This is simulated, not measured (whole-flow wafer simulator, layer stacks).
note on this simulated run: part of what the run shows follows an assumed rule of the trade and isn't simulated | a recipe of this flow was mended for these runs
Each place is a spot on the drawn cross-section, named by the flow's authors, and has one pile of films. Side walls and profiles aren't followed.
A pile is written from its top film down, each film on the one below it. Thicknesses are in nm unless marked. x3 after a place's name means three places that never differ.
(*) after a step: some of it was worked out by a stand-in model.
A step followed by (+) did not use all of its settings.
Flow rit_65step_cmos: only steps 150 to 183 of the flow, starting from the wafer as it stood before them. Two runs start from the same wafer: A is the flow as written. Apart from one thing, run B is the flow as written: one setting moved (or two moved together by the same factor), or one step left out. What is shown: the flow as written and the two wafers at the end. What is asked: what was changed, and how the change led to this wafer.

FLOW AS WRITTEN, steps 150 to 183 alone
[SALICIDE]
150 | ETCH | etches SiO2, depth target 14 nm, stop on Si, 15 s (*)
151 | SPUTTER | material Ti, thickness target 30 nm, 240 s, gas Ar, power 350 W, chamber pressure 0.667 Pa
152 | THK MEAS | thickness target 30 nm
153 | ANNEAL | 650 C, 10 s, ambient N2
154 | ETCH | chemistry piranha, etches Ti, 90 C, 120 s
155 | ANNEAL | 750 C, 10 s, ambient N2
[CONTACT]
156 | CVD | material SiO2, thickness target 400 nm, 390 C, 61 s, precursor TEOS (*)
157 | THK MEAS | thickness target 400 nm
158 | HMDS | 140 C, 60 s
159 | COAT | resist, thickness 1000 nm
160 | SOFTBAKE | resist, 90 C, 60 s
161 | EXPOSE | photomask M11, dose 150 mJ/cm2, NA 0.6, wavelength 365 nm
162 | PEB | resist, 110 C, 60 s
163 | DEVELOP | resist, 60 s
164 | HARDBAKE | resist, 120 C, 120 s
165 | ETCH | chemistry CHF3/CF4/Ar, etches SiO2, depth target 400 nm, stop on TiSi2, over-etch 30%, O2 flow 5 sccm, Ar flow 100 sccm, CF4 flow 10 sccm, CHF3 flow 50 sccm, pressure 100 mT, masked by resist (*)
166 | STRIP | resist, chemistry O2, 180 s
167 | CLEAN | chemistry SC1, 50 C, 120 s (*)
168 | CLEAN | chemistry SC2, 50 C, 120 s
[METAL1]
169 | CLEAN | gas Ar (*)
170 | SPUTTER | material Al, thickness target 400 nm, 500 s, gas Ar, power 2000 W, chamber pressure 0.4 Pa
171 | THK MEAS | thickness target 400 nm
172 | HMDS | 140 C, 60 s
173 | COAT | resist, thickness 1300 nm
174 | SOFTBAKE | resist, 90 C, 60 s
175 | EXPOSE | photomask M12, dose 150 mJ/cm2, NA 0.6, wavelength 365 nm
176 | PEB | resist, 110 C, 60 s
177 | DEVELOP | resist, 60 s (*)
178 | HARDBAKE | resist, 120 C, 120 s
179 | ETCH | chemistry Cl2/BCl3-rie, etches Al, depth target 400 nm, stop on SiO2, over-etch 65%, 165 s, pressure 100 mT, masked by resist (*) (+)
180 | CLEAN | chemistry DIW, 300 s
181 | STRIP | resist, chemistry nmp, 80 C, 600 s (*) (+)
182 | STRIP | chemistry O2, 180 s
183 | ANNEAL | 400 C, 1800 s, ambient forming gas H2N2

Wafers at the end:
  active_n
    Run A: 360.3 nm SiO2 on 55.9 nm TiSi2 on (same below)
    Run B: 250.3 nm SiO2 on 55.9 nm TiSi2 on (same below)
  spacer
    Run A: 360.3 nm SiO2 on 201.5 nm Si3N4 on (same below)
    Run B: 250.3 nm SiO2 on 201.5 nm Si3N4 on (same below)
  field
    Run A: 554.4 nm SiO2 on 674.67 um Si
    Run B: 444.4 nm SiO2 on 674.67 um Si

The reason: step 156, CVD: thickness target 290 nm was run, while the flow as written has thickness target 400 nm; step 156, CVD: 44 s was run, where the flow has 61 s.

How this came from the change, step by step:
  156 | CVD | material SiO2, thickness target 400 nm, 390 C, 61 s, precursor TEOS (*)
      active_n, active_p, gate_n and 7 more: A +400 SiO2 (new film) | B +290 SiO2 (new film)
      field, field_pw, field_nw, field_p: A +400 SiO2 | B +290 SiO2
  165 | ETCH | chemistry CHF3/CF4/Ar, etches SiO2, depth target 400 nm, stop on TiSi2, over-etch 30%, O2 flow 5 sccm, Ar flow 100 sccm, CF4 flow 10 sccm, CHF3 flow 50 sccm, pressure 100 mT, masked by resist (*)
      field, field_pw, field_nw and 10 more: A -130 resist | B -94.2 resist
      contact: A -400 SiO2 (all of it), -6 TiSi2 | B -290 SiO2 (all of it), -11.5 TiSi2
  166 | STRIP | resist, chemistry O2, 180 s
      active_n, active_p: A -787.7 resist (all of it) | B -822.7 resist (all of it)
      field: A -847 resist (all of it) | B -882.2 resist (all of it)
      (also at 10 further places)
  170 | SPUTTER | material Al, thickness target 400 nm, 500 s, gas Ar, power 2000 W, chamber pressure 0.4 Pa
      contact: A +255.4 Al (new film) | B +289.2 Al (new film)
  173 | COAT | resist, thickness 1300 nm
      contact: A +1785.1 resist (new film) | B +1666.2 resist (new film)
  176 | PEB | resist, 110 C, 60 s
      contact: A -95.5 resist | B -88.8 resist
  178 | HARDBAKE | resist, 120 C, 120 s
      contact: A -62.1 resist | B -57.5 resist
  181 | STRIP | resist, chemistry nmp, 80 C, 600 s (*) (+)
      contact: A -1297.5 resist (all of it) | B -1189.9 resist (all of it)
